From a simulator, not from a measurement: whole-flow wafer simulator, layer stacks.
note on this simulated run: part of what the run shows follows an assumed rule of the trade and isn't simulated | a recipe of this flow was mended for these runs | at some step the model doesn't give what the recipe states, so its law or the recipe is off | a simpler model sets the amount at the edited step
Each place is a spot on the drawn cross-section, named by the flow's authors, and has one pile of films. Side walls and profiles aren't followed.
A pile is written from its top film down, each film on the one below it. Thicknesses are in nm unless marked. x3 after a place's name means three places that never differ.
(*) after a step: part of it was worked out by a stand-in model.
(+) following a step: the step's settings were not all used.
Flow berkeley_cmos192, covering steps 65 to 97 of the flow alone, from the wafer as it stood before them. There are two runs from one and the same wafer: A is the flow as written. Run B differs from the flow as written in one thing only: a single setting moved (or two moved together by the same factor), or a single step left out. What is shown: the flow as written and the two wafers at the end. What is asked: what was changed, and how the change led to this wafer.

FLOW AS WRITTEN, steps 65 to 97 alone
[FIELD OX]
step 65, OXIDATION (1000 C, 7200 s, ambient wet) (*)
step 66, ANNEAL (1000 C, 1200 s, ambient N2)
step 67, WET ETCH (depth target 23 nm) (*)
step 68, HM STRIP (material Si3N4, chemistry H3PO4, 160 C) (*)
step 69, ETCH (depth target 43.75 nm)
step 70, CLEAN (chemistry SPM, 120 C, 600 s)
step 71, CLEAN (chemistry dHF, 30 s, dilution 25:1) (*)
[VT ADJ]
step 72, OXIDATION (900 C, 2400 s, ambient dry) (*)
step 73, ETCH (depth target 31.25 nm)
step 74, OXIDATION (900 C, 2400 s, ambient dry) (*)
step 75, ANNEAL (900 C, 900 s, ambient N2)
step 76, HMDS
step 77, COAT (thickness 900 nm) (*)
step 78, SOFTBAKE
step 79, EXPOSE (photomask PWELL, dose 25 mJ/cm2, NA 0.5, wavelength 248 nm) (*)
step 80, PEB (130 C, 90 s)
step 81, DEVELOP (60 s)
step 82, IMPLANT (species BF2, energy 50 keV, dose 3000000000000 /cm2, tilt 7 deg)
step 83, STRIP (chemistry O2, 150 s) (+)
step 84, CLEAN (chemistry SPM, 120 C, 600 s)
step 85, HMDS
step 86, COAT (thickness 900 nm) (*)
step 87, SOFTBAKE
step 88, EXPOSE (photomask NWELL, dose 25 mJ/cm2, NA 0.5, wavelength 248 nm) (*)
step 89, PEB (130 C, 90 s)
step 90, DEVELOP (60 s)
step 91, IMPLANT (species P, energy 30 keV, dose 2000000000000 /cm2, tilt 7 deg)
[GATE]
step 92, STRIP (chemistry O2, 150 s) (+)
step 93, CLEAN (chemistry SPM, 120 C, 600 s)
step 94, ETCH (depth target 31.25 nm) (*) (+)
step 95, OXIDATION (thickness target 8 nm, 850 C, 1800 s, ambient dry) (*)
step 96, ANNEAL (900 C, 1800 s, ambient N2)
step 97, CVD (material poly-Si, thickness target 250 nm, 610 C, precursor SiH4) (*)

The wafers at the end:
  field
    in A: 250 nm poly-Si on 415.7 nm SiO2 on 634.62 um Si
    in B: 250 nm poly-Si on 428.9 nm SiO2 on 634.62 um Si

The reason: step 68, HM STRIP: 139 C was run, though the flow has 160 C.

Step by step, how the change led to this:
  step 68, HM STRIP (material Si3N4, chemistry H3PO4, 160 C) (*)
      sd_n, spacer_n, gate, sd_p, spacer_p, gate_p, contact, m1: A Si3N4 loses 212 (all of it), SiO2 loses 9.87 | B Si3N4 loses 212 (all of it), SiO2 loses 0.5
      field: A SiO2 loses 16.5 | B SiO2 loses 3.21
  step 69, ETCH (depth target 43.75 nm)
      spacer_n, spacer_p, gate_p, contact, m1: A SiO2 loses 16.7 (all of it) | B SiO2 loses 26 (all of it)
      sd_n, sd_p: A SiO2 loses 16.8 (all of it) | B SiO2 loses 26.1 (all of it)
      (also at 1 further place)
